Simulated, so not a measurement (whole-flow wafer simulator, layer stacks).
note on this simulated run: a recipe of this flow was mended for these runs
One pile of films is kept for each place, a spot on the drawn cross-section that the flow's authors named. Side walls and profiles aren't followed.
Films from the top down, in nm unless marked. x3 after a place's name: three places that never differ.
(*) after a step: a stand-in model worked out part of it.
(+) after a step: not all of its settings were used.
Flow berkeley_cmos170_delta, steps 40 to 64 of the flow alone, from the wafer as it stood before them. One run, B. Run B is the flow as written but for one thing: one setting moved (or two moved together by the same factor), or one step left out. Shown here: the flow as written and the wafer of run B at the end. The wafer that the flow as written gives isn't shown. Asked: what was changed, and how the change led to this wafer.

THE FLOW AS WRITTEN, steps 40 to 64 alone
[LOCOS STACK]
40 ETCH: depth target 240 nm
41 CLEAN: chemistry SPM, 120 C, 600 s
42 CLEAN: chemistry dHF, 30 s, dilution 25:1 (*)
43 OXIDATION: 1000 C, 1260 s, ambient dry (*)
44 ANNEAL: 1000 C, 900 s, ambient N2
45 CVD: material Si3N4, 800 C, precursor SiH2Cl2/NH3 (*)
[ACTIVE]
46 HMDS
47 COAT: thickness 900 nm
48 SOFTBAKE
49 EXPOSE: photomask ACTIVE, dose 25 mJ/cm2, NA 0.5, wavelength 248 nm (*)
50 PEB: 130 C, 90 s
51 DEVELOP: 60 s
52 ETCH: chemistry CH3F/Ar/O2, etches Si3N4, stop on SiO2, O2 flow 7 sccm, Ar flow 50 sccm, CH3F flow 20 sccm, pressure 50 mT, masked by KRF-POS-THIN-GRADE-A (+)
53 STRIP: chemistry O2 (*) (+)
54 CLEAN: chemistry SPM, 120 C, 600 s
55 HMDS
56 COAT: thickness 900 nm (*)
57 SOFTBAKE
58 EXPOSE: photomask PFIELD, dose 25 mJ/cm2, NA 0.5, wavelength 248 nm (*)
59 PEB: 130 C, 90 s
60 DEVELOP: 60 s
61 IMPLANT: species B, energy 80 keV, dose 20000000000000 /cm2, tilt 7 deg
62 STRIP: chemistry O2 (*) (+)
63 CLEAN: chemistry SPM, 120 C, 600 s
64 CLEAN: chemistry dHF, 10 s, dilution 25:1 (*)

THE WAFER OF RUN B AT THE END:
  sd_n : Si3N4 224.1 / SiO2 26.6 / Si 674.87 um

The cause: step 45, CVD: 808 C was run, where the flow has 800 C.

How the change led to this, step by step:
  45 CVD: material Si3N4, 800 C, precursor SiH2Cl2/NH3 (*)
      field, sd_n, spacer_n and 6 more: Si3N4 +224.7 (new film) (as written it would be: Si3N4 +202.5 (new film))
  52 ETCH: chemistry CH3F/Ar/O2, etches Si3N4, stop on SiO2, O2 flow 7 sccm, Ar flow 50 sccm, CH3F flow 20 sccm, pressure 50 mT, masked by KRF-POS-THIN-GRADE-A (+)
      sd_n, spacer_n, gate, sd_p, spacer_p, gate_p, contact, m1: KrF-resist -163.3 (as written it would be: KrF-resist -148.5)
      field: Si3N4 -224.7 (all of it), SiO2 -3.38 (as written it would be: Si3N4 -202.5 (all of it), SiO2 -3.38)
  53 STRIP: chemistry O2 (*) (+)
      sd_n, spacer_n, gate, sd_p, spacer_p, gate_p, contact, m1: KrF-resist -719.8 (all of it) (as written it would be: KrF-resist -734.6 (all of it))
